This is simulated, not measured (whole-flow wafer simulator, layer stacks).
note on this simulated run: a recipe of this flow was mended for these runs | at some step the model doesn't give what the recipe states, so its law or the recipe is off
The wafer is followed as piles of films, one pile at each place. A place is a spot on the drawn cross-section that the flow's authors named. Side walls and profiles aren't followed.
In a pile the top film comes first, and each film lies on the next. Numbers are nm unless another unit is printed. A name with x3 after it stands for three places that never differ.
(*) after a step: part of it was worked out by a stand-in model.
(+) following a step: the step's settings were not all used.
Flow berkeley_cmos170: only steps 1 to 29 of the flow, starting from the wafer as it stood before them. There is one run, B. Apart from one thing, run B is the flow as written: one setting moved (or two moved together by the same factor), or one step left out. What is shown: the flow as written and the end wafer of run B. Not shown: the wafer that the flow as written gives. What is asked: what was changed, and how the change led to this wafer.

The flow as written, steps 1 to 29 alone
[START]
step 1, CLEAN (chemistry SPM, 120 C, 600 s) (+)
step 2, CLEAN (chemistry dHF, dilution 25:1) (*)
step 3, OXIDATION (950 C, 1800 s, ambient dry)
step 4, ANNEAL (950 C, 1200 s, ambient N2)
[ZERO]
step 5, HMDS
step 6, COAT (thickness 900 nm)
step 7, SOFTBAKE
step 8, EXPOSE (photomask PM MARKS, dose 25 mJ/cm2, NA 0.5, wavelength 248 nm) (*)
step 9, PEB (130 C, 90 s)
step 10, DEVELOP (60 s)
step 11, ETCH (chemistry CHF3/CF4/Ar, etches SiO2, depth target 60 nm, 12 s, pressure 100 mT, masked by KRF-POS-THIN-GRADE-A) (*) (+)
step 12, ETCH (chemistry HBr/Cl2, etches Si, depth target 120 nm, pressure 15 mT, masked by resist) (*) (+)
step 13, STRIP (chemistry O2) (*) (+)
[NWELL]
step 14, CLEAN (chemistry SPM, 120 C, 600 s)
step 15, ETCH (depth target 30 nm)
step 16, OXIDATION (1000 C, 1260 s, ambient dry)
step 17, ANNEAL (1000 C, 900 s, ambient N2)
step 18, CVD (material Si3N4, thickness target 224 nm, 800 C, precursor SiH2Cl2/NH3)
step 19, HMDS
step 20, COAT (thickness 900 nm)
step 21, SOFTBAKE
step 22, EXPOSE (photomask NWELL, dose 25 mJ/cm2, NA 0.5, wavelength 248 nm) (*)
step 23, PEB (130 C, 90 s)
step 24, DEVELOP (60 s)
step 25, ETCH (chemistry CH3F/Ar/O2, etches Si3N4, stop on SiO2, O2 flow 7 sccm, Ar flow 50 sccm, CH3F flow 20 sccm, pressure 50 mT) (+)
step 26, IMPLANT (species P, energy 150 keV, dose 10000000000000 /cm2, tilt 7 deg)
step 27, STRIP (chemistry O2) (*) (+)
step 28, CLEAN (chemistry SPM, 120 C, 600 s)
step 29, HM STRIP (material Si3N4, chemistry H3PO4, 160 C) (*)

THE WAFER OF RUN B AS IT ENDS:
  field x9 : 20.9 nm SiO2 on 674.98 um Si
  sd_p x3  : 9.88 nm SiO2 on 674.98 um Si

Cause: step 15, ETCH: depth target 15 nm was run, though the flow has depth target 30 nm.

The path from the change to this, step by step:
  step 15, ETCH (depth target 30 nm)
      field x9, sd_p x3: SiO2 loses 15 (in the flow as written it would be: SiO2 loses 20.4 (all of it))
  step 16, OXIDATION (1000 C, 1260 s, ambient dry)
      field x9, sd_p x3: SiO2 gains 22.4, Si loses 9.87 (in the flow as written it would be: SiO2 gains 26.6 (new film), Si loses 11.7)
